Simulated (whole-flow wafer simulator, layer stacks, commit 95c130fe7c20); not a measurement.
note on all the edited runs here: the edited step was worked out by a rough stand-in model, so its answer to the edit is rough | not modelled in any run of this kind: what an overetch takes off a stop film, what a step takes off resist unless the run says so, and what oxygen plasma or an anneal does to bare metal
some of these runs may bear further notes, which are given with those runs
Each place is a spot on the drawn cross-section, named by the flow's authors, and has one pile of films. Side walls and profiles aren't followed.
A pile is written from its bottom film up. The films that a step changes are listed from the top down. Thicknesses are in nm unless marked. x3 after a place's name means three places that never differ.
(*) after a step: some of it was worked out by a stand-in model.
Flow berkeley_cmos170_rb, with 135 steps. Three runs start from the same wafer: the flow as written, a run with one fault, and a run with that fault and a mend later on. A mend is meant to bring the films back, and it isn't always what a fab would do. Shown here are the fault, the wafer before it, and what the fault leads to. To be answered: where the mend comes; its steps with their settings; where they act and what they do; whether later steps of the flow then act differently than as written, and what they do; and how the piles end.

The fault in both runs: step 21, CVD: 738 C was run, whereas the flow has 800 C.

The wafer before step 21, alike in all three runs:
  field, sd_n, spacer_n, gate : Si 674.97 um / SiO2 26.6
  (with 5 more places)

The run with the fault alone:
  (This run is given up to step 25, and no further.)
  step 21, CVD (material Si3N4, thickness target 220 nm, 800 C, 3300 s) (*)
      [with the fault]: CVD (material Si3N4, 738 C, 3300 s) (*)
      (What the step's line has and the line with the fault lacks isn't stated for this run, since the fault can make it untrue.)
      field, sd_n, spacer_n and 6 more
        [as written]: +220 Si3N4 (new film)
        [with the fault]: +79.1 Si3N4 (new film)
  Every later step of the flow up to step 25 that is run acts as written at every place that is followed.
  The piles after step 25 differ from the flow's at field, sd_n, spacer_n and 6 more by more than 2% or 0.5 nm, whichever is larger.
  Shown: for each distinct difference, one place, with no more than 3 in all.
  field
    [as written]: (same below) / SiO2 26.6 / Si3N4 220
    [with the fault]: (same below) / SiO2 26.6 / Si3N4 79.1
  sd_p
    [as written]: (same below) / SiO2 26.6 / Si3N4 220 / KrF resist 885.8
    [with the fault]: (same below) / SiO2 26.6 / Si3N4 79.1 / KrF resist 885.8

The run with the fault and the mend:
  After step 21 comes the mend.
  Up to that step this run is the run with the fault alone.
  step 21a, ETCH (chemistry h3po4, depth target 90.93 nm) (a further turn of the flow's step 16, with different settings)
      field, sd_n, spacer_n and 6 more
        -79.1 Si3N4 (all of it)
  step 21b, CLEAN (*) (a further turn of the flow's step 18)
      does not change any film at any place that is followed
  step 21c, CVD (material Si3N4, thickness target 220 nm, 800 C, 3300 s) (*) (a further turn of the flow's step 21)
      field, sd_n, spacer_n and 6 more
        +220 Si3N4 (new film)
  Every later step of the flow that is run acts as written at every place that is followed.
  At every place that both follow, the piles at the end match the flow's.
